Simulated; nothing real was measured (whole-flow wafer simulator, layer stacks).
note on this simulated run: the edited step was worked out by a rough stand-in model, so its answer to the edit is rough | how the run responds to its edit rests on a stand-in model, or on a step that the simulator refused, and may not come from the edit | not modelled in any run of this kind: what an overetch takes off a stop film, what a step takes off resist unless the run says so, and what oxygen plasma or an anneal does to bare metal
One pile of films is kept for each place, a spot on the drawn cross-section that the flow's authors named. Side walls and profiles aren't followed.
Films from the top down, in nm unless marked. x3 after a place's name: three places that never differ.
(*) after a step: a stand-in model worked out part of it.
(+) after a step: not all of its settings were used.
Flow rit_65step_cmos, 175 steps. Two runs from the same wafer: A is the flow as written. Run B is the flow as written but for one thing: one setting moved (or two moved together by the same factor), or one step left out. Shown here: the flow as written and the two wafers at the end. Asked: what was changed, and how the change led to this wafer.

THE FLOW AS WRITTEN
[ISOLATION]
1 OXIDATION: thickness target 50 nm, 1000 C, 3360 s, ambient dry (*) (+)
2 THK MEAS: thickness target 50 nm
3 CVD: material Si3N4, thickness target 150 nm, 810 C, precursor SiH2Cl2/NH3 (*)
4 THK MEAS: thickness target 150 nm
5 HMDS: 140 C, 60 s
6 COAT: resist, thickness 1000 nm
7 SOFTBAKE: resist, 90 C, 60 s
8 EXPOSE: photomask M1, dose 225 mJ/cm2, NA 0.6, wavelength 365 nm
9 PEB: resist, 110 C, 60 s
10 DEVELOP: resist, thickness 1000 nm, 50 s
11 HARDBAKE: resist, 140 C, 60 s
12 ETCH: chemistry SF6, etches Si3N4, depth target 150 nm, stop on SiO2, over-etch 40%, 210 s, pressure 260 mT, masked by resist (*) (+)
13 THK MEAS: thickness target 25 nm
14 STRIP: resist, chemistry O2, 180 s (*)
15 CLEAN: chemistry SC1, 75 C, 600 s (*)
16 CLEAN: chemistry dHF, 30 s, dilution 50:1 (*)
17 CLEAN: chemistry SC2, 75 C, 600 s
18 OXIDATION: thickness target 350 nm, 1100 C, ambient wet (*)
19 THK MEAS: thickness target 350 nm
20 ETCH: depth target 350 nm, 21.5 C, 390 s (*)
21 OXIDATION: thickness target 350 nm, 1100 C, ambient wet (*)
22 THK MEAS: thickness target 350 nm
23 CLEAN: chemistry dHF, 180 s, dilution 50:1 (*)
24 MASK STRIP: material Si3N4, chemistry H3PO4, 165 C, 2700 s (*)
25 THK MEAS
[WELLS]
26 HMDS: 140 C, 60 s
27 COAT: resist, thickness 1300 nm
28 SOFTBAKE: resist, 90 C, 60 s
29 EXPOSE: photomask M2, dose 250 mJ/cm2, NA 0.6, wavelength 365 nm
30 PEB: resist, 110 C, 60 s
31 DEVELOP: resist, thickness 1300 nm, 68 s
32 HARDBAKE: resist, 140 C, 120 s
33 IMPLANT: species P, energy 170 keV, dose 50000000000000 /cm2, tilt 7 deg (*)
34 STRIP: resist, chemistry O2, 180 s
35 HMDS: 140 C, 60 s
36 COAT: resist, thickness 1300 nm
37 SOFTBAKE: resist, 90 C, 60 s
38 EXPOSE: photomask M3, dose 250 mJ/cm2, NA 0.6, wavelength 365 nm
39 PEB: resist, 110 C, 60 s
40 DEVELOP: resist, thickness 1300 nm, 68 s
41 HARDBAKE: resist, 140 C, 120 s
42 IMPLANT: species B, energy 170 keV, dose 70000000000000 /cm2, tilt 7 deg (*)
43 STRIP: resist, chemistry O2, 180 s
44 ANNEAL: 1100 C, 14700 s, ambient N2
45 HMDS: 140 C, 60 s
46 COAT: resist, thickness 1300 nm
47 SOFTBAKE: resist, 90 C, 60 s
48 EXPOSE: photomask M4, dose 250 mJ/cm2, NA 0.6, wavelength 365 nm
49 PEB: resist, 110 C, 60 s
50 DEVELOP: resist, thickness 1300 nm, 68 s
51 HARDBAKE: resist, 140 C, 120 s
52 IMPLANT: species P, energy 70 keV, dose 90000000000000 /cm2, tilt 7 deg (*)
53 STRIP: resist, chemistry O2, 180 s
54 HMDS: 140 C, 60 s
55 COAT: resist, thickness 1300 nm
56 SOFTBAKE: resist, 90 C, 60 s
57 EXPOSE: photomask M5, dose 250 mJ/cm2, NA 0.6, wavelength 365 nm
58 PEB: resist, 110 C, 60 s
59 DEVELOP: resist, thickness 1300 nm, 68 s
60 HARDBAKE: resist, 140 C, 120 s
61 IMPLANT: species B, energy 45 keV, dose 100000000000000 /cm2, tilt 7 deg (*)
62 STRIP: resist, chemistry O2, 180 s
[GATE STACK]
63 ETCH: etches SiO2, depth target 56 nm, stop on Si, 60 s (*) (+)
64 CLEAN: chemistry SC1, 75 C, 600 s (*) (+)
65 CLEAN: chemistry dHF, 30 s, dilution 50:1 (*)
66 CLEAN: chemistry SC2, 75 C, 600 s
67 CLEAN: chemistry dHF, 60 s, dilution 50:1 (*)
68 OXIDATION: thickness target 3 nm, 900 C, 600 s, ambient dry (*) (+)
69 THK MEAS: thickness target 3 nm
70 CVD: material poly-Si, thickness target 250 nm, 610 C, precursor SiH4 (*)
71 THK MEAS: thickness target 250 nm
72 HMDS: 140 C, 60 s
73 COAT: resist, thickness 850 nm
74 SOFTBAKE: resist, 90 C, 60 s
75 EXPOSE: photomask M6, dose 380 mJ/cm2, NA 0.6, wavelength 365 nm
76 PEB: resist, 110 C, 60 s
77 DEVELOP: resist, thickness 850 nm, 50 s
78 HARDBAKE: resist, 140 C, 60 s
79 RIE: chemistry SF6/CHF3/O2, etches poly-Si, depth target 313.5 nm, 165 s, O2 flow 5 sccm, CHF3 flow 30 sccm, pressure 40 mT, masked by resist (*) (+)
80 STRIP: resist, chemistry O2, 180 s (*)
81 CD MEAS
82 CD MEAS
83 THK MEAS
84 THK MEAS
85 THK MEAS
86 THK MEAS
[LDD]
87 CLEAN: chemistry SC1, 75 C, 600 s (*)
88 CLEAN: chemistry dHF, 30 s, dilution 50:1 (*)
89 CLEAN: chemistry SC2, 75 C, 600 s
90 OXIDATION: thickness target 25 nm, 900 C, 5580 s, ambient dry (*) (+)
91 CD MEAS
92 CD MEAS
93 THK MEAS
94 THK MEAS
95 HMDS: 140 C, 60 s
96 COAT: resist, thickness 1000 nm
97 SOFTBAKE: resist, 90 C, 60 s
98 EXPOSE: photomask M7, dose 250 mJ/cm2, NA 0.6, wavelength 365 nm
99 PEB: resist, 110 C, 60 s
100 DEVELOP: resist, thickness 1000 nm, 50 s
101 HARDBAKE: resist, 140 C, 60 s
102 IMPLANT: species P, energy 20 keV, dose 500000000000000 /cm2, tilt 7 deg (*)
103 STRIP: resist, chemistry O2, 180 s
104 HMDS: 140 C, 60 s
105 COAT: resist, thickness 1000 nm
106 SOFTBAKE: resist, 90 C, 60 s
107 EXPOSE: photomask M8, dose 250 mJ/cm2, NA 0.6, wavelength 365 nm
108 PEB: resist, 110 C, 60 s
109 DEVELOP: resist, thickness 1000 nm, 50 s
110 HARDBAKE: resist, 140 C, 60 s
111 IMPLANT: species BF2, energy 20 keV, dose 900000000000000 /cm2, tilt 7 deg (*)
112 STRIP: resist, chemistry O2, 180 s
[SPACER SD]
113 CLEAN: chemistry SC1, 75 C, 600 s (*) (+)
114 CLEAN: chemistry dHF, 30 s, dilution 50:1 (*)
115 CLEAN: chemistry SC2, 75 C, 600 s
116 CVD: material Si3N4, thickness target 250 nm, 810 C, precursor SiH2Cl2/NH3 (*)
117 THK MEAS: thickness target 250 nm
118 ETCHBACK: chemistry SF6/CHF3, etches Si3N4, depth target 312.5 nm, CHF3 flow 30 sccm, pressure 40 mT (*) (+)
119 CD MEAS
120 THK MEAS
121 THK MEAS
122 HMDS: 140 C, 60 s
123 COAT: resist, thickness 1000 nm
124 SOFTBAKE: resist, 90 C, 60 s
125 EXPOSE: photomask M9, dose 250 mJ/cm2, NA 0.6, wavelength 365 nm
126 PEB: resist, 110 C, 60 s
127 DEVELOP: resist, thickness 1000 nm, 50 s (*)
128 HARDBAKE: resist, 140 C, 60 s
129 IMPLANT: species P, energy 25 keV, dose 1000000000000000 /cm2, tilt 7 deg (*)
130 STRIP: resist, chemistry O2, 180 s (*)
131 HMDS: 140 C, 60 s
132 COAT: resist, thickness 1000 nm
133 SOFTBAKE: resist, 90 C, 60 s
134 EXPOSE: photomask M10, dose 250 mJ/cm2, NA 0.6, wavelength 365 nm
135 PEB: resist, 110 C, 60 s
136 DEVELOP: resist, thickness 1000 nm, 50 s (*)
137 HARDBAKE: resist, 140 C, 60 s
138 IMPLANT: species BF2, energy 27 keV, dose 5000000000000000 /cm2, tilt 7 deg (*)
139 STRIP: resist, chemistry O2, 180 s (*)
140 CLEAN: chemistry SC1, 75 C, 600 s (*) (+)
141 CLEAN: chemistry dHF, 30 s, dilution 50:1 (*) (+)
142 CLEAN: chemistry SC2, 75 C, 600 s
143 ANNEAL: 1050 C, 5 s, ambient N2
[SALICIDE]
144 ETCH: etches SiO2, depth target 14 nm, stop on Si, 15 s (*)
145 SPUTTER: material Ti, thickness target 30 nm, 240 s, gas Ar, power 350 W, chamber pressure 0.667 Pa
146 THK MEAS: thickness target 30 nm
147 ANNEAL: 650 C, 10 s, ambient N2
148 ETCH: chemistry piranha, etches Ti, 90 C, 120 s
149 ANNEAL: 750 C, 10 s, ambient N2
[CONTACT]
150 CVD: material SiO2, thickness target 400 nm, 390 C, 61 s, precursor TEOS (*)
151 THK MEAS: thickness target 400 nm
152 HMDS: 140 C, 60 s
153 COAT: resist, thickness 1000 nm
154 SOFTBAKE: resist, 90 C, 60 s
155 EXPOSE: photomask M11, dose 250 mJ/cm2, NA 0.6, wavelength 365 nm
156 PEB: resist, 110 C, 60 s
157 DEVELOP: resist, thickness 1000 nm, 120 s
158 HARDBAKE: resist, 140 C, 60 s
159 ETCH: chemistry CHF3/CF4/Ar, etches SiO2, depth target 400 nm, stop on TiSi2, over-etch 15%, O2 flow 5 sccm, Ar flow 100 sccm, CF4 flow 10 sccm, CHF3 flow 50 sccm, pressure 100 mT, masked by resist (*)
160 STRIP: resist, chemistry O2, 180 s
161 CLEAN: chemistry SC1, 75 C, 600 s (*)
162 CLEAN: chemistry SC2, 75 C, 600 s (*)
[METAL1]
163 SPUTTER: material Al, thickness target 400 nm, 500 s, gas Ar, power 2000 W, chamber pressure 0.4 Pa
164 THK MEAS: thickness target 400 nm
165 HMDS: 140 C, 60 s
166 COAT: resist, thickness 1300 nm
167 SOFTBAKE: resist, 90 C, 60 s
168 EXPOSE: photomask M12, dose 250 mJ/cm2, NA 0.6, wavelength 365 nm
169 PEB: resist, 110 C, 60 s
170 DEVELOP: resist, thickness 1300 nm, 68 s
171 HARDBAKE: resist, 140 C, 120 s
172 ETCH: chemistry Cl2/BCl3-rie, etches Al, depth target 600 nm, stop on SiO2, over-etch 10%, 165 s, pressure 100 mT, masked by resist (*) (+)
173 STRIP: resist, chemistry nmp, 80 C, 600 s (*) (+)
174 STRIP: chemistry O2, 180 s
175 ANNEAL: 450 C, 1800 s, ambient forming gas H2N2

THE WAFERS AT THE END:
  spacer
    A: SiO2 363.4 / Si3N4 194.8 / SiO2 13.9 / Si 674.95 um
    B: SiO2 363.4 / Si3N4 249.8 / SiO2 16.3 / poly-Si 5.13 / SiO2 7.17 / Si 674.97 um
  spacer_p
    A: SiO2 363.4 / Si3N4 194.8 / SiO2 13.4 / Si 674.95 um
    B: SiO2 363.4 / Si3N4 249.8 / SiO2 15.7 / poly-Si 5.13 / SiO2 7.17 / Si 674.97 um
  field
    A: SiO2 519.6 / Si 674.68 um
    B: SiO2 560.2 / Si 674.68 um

The cause: step 70, CVD: 627 C was run, where the flow has 610 C.

How the change led to this, step by step:
  70 CVD: material poly-Si, thickness target 250 nm, 610 C, precursor SiH4 (*)
      field, field_pw, field_nw and 11 more: A poly-Si +250 (new film) | B poly-Si +335.7 (new film)
  79 RIE: chemistry SF6/CHF3/O2, etches poly-Si, depth target 313.5 nm, 165 s, O2 flow 5 sccm, CHF3 flow 30 sccm, pressure 40 mT, masked by resist (*) (+)
      active_n, active_p, spacer, spacer_p, sd_n, sd_p, contact, m1: A poly-Si -250 (all of it), SiO2 -7.17 (all of it) | B poly-Si -313.5
      field, field_pw, field_nw, field_p: A poly-Si -250 (all of it), SiO2 -10.9 | B poly-Si -313.5
  80 STRIP: resist, chemistry O2, 180 s (*)
      active_n, active_p, spacer, spacer_p, sd_n, sd_p, contact, m1: A chemical SiO2 +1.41 (new film), Si -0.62 | B chemical SiO2 +1.41 (new film), poly-Si -0.62
      field, field_pw, field_nw, field_p: A nothing | B chemical SiO2 +1.41 (new film), poly-Si -0.62
  87 CLEAN: chemistry SC1, 75 C, 600 s (*)
      active_n, active_p, spacer, spacer_p, sd_n, sd_p, contact, m1: A chemical SiO2 -0.81, Si -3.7 | B chemical SiO2 -0.81, poly-Si -3.7
      field, field_pw, field_nw, field_p: A SiO2 -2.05 | B chemical SiO2 -0.81, poly-Si -3.7
  88 CLEAN: chemistry dHF, 30 s, dilution 50:1 (*)
      field, field_pw, field_nw, field_p: A SiO2 -2.78 | B chemical SiO2 -0.6 (all of it)
  90 OXIDATION: thickness target 25 nm, 900 C, 5580 s, ambient dry (*) (+)
      active_n, active_p, spacer, spacer_p, sd_n, sd_p, contact, m1: A SiO2 +26.5 (new film), chemical SiO2 -0.4 (all of it), Si -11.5 | B SiO2 +28.9 (new film), chemical SiO2 -0.4 (all of it), poly-Si -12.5
      field, field_pw: A SiO2 +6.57, Si -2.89 | B SiO2 +28.9 (new film), chemical SiO2 -0.4 (all of it), poly-Si -12.5
      (and at 2 more places)
  96 COAT: resist, thickness 1000 nm
      gate_n, gate_p: A resist +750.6 (new film) | B resist +701.1 (new film)
  99 PEB: resist, 110 C, 60 s
      gate_n, gate_p: A resist -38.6 | B resist -35.9
  100 DEVELOP: resist, thickness 1000 nm, 50 s
      gate_n: A resist -712.1 (all of it) | B resist -665.2 (all of it)
  101 HARDBAKE: resist, 140 C, 60 s
      gate_p: A resist -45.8 | B resist -42.3
  103 STRIP: resist, chemistry O2, 180 s
      gate_p: A resist -666.3 (all of it) | B resist -622.9 (all of it)
  105 COAT: resist, thickness 1000 nm
      gate_n, gate_p: A resist +750.6 (new film) | B resist +701.1 (new film)
  108 PEB: resist, 110 C, 60 s
      gate_n, gate_p: A resist -38.6 | B resist -35.9
  109 DEVELOP: resist, thickness 1000 nm, 50 s
      gate_p: A resist -712.1 (all of it) | B resist -665.2 (all of it)
  110 HARDBAKE: resist, 140 C, 60 s
      gate_n: A resist -45.8 | B resist -42.3
  112 STRIP: resist, chemistry O2, 180 s
      gate_n: A resist -666.3 (all of it) | B resist -622.9 (all of it)
  ... 17 more steps ...
  170 DEVELOP: resist, thickness 1300 nm, 68 s
      gate_n: A resist -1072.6 (all of it) | B resist -1028.1 (all of it)
      gate_p: A resist -1076.3 (all of it) | B resist -1031.8 (all of it)
      (and at 2 more places)
